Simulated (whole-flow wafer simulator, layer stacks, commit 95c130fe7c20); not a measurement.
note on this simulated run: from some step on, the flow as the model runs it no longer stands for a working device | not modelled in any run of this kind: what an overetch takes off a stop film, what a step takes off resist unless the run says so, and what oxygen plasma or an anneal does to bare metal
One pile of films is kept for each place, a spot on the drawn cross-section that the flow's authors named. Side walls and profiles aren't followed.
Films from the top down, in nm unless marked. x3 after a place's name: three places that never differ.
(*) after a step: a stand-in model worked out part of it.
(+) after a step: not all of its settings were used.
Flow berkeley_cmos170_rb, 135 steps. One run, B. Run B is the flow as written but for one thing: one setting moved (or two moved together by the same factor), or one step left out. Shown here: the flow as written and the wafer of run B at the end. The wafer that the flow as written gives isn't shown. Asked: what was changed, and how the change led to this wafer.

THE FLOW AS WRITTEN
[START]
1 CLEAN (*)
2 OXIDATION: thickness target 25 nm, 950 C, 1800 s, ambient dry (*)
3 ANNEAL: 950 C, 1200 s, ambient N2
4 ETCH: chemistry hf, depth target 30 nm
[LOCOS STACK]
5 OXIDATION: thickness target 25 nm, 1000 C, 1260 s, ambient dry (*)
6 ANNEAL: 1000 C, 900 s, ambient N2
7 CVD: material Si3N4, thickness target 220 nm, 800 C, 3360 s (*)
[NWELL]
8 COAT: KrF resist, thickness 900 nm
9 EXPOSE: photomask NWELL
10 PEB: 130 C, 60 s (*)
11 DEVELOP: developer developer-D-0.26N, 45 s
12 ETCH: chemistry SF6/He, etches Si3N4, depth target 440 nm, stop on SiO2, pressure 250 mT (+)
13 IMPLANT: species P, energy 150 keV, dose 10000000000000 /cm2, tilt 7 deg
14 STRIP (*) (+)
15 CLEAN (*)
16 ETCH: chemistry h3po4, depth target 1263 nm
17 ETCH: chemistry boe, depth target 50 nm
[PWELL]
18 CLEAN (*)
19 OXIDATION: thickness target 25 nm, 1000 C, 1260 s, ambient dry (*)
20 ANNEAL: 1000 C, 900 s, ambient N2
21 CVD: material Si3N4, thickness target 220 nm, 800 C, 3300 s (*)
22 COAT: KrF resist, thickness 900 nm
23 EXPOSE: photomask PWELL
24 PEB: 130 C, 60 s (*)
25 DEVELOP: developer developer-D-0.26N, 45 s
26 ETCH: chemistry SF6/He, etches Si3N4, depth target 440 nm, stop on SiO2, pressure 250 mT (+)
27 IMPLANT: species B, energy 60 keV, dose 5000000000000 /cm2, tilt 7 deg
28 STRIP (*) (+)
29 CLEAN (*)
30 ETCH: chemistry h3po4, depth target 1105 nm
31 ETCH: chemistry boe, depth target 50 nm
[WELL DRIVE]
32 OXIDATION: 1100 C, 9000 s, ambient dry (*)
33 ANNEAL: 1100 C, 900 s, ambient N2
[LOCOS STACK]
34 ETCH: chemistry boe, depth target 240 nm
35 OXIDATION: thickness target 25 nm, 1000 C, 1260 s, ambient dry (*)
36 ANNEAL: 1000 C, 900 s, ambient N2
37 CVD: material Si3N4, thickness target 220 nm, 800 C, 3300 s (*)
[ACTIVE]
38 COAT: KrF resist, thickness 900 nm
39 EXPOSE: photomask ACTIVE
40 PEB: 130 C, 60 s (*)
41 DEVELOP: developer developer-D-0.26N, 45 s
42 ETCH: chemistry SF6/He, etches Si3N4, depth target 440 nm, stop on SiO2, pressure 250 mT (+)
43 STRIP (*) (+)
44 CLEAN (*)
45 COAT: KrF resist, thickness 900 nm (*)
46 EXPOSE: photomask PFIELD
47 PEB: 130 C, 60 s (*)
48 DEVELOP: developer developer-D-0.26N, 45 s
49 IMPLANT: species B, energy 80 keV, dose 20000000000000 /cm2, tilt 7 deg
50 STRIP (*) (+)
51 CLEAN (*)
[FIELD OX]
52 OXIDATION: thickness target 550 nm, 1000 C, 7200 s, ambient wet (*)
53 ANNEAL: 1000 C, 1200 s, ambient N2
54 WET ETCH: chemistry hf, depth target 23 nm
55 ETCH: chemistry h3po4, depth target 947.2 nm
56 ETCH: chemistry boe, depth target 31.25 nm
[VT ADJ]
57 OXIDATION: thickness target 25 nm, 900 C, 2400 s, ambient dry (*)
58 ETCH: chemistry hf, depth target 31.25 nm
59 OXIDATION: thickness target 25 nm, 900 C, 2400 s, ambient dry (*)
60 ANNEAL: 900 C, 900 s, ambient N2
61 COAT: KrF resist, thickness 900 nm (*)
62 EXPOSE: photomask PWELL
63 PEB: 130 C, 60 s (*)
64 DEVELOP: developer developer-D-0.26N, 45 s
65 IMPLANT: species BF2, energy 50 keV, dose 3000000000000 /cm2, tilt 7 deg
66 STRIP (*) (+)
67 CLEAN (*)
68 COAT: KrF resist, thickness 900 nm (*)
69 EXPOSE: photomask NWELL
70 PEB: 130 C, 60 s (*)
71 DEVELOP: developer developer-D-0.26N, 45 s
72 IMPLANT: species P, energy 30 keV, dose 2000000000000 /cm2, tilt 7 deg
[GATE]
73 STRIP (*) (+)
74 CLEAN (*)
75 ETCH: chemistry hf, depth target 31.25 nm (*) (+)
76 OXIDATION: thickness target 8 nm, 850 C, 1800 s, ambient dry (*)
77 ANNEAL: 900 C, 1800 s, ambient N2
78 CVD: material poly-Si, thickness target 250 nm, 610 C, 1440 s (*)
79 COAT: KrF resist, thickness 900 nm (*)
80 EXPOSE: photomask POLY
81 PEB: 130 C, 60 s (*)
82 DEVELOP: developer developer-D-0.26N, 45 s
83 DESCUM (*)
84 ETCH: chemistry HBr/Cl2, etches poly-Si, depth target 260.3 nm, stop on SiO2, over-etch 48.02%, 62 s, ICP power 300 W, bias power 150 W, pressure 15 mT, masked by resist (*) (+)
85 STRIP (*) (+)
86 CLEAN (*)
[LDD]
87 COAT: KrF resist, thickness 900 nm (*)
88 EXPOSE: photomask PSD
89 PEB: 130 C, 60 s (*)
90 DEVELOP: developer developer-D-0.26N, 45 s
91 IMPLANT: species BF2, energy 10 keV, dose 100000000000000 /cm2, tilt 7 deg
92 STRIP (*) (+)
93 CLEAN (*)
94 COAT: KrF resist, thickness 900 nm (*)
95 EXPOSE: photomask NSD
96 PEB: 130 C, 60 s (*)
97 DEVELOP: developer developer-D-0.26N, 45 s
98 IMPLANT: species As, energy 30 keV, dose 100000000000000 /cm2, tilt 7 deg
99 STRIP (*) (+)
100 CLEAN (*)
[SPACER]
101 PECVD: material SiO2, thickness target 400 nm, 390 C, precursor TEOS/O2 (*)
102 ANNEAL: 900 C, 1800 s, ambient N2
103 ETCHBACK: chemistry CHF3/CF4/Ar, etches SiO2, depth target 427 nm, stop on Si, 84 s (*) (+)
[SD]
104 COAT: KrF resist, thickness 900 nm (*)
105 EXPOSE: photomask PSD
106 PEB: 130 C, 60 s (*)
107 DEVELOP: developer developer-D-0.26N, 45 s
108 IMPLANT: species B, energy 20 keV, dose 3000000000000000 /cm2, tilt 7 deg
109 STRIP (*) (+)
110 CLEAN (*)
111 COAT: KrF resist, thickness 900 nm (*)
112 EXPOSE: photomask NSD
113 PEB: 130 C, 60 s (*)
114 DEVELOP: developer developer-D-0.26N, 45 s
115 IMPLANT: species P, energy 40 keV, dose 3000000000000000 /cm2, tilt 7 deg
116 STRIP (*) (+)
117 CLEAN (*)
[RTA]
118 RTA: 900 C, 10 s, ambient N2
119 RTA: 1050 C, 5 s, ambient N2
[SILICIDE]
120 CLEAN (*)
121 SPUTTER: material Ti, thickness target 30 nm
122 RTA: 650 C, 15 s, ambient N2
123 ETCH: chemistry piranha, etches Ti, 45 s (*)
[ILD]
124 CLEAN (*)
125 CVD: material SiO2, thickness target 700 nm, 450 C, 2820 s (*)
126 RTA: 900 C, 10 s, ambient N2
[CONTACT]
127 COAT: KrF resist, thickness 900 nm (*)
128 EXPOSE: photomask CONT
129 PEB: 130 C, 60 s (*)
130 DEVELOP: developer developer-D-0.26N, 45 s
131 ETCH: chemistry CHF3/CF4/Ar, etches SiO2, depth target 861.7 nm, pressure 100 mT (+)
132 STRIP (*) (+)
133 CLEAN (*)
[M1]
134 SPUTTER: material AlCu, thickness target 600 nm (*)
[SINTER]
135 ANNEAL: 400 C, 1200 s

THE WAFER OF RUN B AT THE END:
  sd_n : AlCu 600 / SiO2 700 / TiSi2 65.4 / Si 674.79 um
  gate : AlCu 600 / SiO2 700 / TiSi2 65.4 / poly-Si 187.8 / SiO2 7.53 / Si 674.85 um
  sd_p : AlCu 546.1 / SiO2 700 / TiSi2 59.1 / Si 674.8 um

The cause: step 121, SPUTTER: thickness target 35 nm was run, where the flow has thickness target 30 nm.

How the change led to this, step by step:
  121 SPUTTER: material Ti, thickness target 30 nm
      field, sd_n, spacer_n, gate, spacer_p, gate_p, contact, m1: Ti +35 (new film) (as written it would be: Ti +30 (new film))
      sd_p: Ti +31.6 (new film) (as written it would be: Ti +27.1 (new film))
  122 RTA: 650 C, 15 s, ambient N2
      sd_n, contact, m1: Ti -27.3, TiSi first +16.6 (new film), TiSi2 C49 +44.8 (new film), Si -51 (as written it would be: Ti -23.4, TiSi first +6.2 (new film), TiSi2 C49 +50.3 (new film), Si -49)
      gate, gate_p: Ti -27.3, TiSi first +16.6 (new film), TiSi2 C49 +44.8 (new film), poly-Si -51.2 (as written it would be: Ti -23.4, TiSi first +6.2 (new film), TiSi2 C49 +50.3 (new film), poly-Si -49.2)
      (and at 1 more place)
  123 ETCH: chemistry piranha, etches Ti, 45 s (*)
      sd_n, gate, gate_p, contact, m1: Ti -7.7 (all of it) (as written it would be: Ti -6.6 (all of it))
      field, spacer_n, spacer_p: Ti -35 (all of it) (as written it would be: Ti -30 (all of it))
      (and at 1 more place)
  126 RTA: 900 C, 10 s, ambient N2
      sd_n, contact, m1: under 1 film: TiSi2 +65.4 (new film), TiSi first -16.6 (all of it), TiSi2 C49 -44.8 (all of it), Si -11 (as written it would be: under 1 film: TiSi2 +56 (new film), TiSi first -6.2 (all of it), TiSi2 C49 -50.3 (all of it), Si -4.12)
      gate, gate_p: under 1 film: TiSi2 +65.4 (new film), TiSi first -16.6 (all of it), TiSi2 C49 -44.8 (all of it), poly-Si -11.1 (as written it would be: under 1 film: TiSi2 +56 (new film), TiSi first -6.2 (all of it), TiSi2 C49 -50.3 (all of it), poly-Si -4.13)
      (and at 1 more place)
